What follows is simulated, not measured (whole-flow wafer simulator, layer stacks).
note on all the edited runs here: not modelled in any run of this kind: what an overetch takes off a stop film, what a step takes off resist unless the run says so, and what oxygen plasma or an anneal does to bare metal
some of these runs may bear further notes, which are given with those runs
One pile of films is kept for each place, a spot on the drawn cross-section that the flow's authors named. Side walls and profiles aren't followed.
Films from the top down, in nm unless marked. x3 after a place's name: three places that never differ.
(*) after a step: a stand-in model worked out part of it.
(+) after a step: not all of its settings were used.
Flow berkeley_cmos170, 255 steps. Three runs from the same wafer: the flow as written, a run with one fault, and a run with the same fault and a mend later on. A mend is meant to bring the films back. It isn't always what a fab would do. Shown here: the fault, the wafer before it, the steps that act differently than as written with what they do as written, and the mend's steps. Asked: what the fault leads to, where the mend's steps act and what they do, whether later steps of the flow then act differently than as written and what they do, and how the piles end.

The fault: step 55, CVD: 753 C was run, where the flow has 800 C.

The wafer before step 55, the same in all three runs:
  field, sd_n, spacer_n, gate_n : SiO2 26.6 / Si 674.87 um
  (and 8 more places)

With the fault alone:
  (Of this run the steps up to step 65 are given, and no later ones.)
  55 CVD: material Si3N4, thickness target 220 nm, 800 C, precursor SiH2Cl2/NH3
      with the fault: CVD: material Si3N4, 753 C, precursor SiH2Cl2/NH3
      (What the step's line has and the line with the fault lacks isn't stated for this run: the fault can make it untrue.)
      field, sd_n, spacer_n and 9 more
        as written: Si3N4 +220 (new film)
        with the fault: Si3N4 +118.3 (new film)
  Later steps of the flow that act differently than as written:
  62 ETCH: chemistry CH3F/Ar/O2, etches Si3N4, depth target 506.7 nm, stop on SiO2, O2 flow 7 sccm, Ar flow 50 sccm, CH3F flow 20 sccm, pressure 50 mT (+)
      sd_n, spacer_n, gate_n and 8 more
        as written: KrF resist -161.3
        with the fault: KrF resist -93.5
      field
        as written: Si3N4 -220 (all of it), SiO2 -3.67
        with the fault: Si3N4 -118.3 (all of it), SiO2 -3.67
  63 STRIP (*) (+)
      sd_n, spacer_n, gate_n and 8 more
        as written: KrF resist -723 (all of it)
        with the fault: KrF resist -790.8 (all of it)
  After step 65 the piles differ from the flow's by more than 2% or 0.5 nm, whichever is larger, at sd_n, spacer_n, gate_n and 8 more.
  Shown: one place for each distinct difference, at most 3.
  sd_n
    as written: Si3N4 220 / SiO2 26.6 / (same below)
    with the fault: Si3N4 118.3 / SiO2 26.6 / (same below)

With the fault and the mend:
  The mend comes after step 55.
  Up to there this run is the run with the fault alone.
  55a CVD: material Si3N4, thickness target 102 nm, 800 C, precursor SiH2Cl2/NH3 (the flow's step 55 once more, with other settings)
      field, sd_n, spacer_n and 9 more
        Si3N4 +102
  No later step of the flow acts differently than as written, at any place that is followed, by more than 2% or 0.5 nm, whichever is larger.
  At the end the piles differ from the flow's only slightly at the places that both follow, by at most 2% or 0.5 nm, whichever is larger.
